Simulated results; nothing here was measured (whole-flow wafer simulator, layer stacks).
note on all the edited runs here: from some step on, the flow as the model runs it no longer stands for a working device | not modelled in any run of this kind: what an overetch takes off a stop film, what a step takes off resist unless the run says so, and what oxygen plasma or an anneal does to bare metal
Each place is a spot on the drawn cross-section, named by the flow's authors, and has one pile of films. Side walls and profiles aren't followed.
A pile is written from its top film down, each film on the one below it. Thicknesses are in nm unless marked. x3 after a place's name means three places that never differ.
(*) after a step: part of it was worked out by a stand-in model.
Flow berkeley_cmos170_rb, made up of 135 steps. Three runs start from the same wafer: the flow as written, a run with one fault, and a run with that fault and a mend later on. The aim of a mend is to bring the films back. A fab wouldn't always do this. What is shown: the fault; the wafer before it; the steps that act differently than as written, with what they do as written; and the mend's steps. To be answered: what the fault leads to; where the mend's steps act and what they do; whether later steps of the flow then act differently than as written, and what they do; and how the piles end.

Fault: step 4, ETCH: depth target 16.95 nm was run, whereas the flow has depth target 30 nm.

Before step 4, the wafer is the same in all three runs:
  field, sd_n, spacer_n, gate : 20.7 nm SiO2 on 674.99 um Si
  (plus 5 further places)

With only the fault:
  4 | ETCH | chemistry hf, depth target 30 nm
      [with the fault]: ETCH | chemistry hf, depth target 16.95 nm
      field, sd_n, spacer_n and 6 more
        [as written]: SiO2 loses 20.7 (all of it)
        [with the fault]: SiO2 loses 16.9
  Steps further on in the flow that do not act as written:
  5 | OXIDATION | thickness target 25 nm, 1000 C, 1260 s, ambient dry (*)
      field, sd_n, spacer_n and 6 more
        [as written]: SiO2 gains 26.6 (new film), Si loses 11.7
        [with the fault]: SiO2 gains 23.6, Si loses 10.4
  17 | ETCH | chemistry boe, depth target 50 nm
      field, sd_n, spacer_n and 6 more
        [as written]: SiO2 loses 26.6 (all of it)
        [with the fault]: SiO2 loses 27.3 (all of it)
  The piles end only slightly different from the flow's at the places that both follow, by no more than 2% or 0.5 nm, whichever is larger.

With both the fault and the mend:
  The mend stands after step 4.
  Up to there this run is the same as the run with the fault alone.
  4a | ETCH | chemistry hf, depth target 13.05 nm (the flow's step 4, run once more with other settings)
      field, sd_n, spacer_n and 6 more
        SiO2 loses 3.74 (all of it)
  Every later step of the flow that is run acts as written at every place that is followed.
  By the end, the piles equal the flow's at every place that both follow.
